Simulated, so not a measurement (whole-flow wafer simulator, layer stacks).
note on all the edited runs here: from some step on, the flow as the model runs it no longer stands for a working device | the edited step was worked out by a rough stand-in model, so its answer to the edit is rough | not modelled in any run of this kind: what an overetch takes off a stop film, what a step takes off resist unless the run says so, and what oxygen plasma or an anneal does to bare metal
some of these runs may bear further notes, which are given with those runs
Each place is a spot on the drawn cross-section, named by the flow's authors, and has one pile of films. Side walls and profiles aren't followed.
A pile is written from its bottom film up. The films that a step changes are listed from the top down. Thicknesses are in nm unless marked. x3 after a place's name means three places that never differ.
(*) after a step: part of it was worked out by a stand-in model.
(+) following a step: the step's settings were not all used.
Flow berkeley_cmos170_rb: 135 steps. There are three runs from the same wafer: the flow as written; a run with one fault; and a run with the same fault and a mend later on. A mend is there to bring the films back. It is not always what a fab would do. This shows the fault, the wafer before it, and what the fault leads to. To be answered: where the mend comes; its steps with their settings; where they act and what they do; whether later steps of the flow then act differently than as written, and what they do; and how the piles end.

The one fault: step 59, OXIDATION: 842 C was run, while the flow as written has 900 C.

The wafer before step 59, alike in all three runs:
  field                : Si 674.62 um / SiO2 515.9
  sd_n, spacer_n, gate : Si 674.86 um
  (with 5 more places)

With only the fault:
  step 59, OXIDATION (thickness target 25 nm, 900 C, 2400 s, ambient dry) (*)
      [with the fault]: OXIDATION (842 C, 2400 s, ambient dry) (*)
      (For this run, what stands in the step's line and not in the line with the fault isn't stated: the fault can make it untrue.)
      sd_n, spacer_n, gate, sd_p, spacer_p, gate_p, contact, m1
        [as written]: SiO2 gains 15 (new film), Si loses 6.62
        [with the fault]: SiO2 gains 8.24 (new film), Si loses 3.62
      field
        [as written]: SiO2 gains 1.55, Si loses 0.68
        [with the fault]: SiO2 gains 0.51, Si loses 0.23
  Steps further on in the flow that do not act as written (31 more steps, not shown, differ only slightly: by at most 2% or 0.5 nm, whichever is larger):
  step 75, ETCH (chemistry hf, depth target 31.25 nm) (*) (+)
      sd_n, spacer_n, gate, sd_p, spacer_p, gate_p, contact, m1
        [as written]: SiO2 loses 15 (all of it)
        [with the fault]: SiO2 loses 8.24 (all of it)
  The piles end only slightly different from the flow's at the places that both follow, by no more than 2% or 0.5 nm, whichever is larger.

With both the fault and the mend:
  The mend stands after step 60.
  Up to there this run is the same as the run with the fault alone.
  step 60a, OXIDATION (900 C, 1463 s, ambient dry) (*) (the flow's step 59, run once more with other settings)
      sd_n, spacer_n, gate, sd_p, spacer_p, gate_p, contact, m1
        SiO2 gains 6.8, Si loses 2.99
      field
        SiO2 gains 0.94, Si loses 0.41
  Later steps of the flow that are run all act as written at every place that is followed, up to a difference of at most 2% or 0.5 nm, whichever is larger.
  The piles end only slightly different from the flow's at the places that both follow, by no more than 2% or 0.5 nm, whichever is larger.
